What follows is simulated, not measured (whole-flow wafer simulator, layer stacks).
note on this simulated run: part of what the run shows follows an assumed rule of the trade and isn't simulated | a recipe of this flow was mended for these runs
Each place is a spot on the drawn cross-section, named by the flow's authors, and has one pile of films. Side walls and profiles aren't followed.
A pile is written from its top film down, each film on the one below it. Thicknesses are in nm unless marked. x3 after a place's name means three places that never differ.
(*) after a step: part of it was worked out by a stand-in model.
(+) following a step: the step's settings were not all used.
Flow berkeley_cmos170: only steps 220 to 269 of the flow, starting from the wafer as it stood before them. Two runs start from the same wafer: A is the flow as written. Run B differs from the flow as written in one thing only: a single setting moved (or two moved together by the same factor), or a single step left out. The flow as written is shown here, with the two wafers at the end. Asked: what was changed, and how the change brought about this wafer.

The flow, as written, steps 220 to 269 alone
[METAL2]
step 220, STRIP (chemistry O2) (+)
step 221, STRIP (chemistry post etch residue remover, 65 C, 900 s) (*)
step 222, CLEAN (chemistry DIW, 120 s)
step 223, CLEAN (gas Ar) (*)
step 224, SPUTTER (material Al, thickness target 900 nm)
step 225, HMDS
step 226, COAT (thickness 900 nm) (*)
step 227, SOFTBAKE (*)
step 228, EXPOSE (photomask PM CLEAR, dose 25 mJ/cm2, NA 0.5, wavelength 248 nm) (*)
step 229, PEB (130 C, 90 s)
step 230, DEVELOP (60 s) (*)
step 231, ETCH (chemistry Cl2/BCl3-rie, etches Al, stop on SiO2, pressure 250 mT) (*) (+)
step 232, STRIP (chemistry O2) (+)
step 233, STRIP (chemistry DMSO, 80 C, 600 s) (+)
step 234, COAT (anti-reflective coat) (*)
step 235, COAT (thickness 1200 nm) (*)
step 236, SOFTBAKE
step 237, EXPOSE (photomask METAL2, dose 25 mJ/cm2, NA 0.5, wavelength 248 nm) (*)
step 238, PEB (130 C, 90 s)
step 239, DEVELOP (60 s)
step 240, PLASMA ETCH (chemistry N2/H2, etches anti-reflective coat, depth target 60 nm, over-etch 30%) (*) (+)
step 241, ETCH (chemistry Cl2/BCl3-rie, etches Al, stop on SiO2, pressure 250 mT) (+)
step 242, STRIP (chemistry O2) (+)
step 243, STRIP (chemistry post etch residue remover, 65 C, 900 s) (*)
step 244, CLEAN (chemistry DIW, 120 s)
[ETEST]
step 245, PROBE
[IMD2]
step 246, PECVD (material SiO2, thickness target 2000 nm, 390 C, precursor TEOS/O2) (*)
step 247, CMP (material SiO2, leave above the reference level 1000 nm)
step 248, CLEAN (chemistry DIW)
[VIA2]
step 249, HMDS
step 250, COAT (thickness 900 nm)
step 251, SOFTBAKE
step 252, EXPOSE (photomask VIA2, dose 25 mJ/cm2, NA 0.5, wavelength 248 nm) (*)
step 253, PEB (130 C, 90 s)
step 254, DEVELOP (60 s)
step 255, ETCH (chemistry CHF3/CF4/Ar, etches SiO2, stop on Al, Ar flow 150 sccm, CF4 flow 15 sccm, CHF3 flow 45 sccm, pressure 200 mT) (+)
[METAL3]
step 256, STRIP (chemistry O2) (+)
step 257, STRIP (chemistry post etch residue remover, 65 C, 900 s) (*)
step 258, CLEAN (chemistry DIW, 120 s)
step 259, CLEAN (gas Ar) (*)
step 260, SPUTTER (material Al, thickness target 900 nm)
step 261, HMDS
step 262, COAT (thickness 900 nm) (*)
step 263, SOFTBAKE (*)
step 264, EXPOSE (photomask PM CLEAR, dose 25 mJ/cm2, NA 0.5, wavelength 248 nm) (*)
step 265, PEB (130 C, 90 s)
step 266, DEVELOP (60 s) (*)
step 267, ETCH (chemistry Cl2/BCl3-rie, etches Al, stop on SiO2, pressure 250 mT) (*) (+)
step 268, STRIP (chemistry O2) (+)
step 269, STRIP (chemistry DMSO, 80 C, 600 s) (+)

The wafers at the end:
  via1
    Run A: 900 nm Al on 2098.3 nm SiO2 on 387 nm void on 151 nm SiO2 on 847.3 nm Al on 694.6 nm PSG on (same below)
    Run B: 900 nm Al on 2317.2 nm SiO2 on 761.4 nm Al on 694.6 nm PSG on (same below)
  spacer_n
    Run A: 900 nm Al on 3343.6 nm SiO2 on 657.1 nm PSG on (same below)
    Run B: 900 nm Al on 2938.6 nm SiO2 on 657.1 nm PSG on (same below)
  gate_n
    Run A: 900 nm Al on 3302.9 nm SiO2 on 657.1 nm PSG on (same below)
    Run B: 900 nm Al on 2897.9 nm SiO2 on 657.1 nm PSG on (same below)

The reason: step 224, SPUTTER: thickness target 495 nm was run, though the flow has thickness target 900 nm.

Step by step, how the change led to this:
  step 224, SPUTTER (material Al, thickness target 900 nm)
      field, mark, sd_n and 9 more: A +900 Al (new film) | B +495 Al (new film)
      via1: A +259.4 Al | B +173.5 Al
  step 226, COAT (thickness 900 nm) (*)
      via1: A +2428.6 KrF-resist (new film) | B +2121.2 KrF-resist (new film)
  step 229, PEB (130 C, 90 s)
      via1: A -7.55 KrF-resist | B -5.74 KrF-resist
  step 231, ETCH (chemistry Cl2/BCl3-rie, etches Al, stop on SiO2, pressure 250 mT) (*) (+)
      field, sd_n, spacer_n and 9 more: A -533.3 KrF-resist | B -330.8 KrF-resist
      mark: A -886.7 Al (all of it), -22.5 SiO2 | B -481.7 Al (all of it), -22.5 SiO2
  step 232, STRIP (chemistry O2) (+)
      field, spacer_n, gate_n: A -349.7 KrF-resist (all of it) | B -552.2 KrF-resist (all of it)
      sd_n: A -347 KrF-resist (all of it) | B -549.7 KrF-resist (all of it)
      (and at 8 other places as well)
  step 234, COAT (anti-reflective coat) (*)
      via1: A +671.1 anti-reflective coat (new film) | B +515.3 anti-reflective coat (new film)
  step 235, COAT (thickness 1200 nm) (*)
      via1: A +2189 KrF-resist (new film) | B +2013.2 KrF-resist (new film)
  step 238, PEB (130 C, 90 s)
      via1: A -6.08 KrF-resist | B -5.22 KrF-resist
  step 241, ETCH (chemistry Cl2/BCl3-rie, etches Al, stop on SiO2, pressure 250 mT) (+)
      field, sd_n, spacer_n, gate_n, sd_p, spacer_p, gate_p: A -900 Al (all of it), -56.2 SiO2 | B -495 Al (all of it), -56.2 SiO2
      contact, m1, via1, m2, via2: A -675 KrF-resist | B -472.5 KrF-resist
      (and at 1 other place as well)
  step 242, STRIP (chemistry O2) (+)
      contact: A -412 KrF-resist (all of it), -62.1 anti-reflective coat (all of it) | B -612.2 KrF-resist (all of it), -61.8 anti-reflective coat (all of it)
      m1: A -433.1 KrF-resist (all of it), -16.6 anti-reflective coat (all of it) | B -626.6 KrF-resist (all of it), -16.1 anti-reflective coat (all of it)
      (and at 3 other places as well)
  step 246, PECVD (material SiO2, thickness target 2000 nm, 390 C, precursor TEOS/O2) (*)
      via1: A +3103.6 SiO2 (new film), +387 void (new film), +151 SiO2 (new film) | B +3322.6 SiO2 (new film)
  step 247, CMP (material SiO2, leave above the reference level 1000 nm)
      mark: A nothing | B -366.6 SiO2
      field, sd_n, spacer_n, gate_n, sd_p, spacer_p, gate_p: A -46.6 SiO2 | B -451.6 SiO2
